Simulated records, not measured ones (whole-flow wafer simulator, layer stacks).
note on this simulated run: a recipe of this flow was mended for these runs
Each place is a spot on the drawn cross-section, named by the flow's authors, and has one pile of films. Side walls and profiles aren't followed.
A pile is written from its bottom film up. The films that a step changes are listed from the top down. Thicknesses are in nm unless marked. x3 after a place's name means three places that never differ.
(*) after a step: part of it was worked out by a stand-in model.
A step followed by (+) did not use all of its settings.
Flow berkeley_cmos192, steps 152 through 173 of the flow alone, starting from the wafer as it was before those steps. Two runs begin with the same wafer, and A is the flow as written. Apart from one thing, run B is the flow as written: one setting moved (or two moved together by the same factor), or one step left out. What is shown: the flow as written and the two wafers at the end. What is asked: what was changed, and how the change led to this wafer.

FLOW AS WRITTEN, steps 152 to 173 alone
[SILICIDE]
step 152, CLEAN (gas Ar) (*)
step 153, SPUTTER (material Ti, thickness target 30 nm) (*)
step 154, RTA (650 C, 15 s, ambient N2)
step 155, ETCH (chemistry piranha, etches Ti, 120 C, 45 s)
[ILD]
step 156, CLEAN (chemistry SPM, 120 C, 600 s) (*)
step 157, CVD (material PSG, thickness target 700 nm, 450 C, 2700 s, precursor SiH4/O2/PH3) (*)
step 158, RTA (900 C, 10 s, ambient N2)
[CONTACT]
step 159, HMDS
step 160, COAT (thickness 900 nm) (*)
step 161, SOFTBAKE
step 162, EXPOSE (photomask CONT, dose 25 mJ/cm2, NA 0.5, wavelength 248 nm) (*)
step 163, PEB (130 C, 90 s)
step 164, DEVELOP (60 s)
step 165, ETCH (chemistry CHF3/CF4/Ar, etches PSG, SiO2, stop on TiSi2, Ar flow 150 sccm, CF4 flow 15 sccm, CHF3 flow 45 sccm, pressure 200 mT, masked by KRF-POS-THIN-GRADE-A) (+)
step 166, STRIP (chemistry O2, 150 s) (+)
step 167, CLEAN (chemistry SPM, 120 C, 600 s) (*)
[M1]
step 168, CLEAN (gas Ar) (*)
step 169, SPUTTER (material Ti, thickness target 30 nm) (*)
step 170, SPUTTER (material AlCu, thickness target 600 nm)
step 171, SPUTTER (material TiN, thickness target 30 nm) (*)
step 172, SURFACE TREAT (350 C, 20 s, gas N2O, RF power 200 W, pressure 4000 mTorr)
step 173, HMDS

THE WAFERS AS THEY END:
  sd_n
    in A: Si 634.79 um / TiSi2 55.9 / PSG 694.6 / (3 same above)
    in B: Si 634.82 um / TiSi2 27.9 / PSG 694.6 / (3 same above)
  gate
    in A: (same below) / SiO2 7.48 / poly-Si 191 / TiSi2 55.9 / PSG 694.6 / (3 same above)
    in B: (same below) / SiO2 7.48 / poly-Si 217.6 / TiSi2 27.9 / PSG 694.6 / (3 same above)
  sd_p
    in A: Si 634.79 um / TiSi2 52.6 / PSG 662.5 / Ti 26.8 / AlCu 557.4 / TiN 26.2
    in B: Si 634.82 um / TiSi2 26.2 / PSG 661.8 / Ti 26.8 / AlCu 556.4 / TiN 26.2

What caused this: step 153, SPUTTER: thickness target 15 nm was run, though the flow has thickness target 30 nm.

The path from the change to this, step by step:
  step 153, SPUTTER (material Ti, thickness target 30 nm) (*)
      field, sd_n, spacer_n, gate, spacer_p, gate_p, contact, m1: A Ti gains 30 (new film) | B Ti gains 15 (new film)
      sd_p: A Ti gains 28.2 (new film) | B Ti gains 14.1 (new film)
  step 154, RTA (650 C, 15 s, ambient N2)
      sd_n, contact, m1: A Ti loses 23.4, TiSi first gains 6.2 (new film), TiSi2 C49 gains 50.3 (new film), Si loses 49 | B Ti loses 11.7, TiSi2 C49 gains 29.8 (new film), Si loses 26.6
      gate, gate_p: A Ti loses 23.4, TiSi first gains 6.2 (new film), TiSi2 C49 gains 50.3 (new film), poly-Si loses 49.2 | B Ti loses 11.7, TiSi2 C49 gains 29.8 (new film), poly-Si loses 26.7
      (also at 1 further place)
  step 155, ETCH (chemistry piranha, etches Ti, 120 C, 45 s)
      sd_n, gate, gate_p, contact, m1: A Ti loses 6.6 (all of it), TiSi first loses 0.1 | B Ti loses 3.3 (all of it), TiSi2 C49 loses 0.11
      sd_p: A Ti loses 6.21 (all of it), TiSi first loses 0.1 | B Ti loses 3.1 (all of it), TiSi2 C49 loses 0.11
      (also at 3 further places)
  step 158, RTA (900 C, 10 s, ambient N2)
      sd_n, contact, m1: A under 1 film: TiSi2 gains 55.9 (new film), TiSi first loses 6.09 (all of it), TiSi2 C49 loses 50.3 (all of it), Si loses 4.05 | B under 1 film: TiSi2 gains 27.9 (new film), TiSi2 C49 loses 29.7 (all of it)
      gate, gate_p: A under 1 film: TiSi2 gains 55.9 (new film), TiSi first loses 6.09 (all of it), TiSi2 C49 loses 50.3 (all of it), poly-Si loses 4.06 | B under 1 film: TiSi2 gains 27.9 (new film), TiSi2 C49 loses 29.7 (all of it)
      (also at 1 further place)
